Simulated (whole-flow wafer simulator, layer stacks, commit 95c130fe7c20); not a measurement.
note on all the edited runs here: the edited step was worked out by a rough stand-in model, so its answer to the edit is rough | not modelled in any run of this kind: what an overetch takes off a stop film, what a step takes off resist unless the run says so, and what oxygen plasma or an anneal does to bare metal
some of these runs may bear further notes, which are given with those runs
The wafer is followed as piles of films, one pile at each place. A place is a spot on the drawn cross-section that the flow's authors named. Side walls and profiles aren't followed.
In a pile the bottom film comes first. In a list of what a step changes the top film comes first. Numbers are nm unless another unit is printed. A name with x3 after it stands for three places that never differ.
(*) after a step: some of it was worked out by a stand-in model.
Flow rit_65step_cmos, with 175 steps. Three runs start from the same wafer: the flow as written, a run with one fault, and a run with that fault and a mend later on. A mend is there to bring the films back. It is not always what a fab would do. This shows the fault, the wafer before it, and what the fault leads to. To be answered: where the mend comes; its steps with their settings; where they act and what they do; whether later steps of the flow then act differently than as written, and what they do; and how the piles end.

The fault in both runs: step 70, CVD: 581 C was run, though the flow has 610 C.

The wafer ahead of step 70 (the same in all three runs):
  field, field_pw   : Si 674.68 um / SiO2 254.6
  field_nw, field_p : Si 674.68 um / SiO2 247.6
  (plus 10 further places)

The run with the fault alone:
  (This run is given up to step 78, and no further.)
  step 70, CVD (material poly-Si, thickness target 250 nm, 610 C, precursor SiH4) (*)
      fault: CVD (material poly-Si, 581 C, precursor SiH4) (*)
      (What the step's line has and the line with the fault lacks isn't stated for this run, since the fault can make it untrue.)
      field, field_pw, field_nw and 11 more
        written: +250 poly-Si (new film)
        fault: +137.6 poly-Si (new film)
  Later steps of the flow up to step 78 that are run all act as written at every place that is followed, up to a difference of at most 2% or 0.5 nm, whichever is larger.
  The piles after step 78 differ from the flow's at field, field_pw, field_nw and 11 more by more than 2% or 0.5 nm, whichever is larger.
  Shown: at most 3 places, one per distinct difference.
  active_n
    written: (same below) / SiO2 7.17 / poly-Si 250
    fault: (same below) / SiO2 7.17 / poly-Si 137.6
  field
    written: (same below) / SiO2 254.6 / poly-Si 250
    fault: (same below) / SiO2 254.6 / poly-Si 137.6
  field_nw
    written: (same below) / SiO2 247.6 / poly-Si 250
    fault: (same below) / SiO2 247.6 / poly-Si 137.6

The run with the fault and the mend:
  The mend stands after step 71.
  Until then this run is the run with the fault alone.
  step 71a, CVD (material poly-Si, thickness target 112 nm, 610 C, 998 s, precursor SiH4) (*) (the flow's step 70, run once more with other settings)
      field, field_pw, field_nw and 11 more
        +112 poly-Si
  Later steps of the flow that are run all act as written at every place that is followed, up to a difference of at most 2% or 0.5 nm, whichever is larger.
  The piles end only slightly different from the flow's at the places that both follow, by no more than 2% or 0.5 nm, whichever is larger.
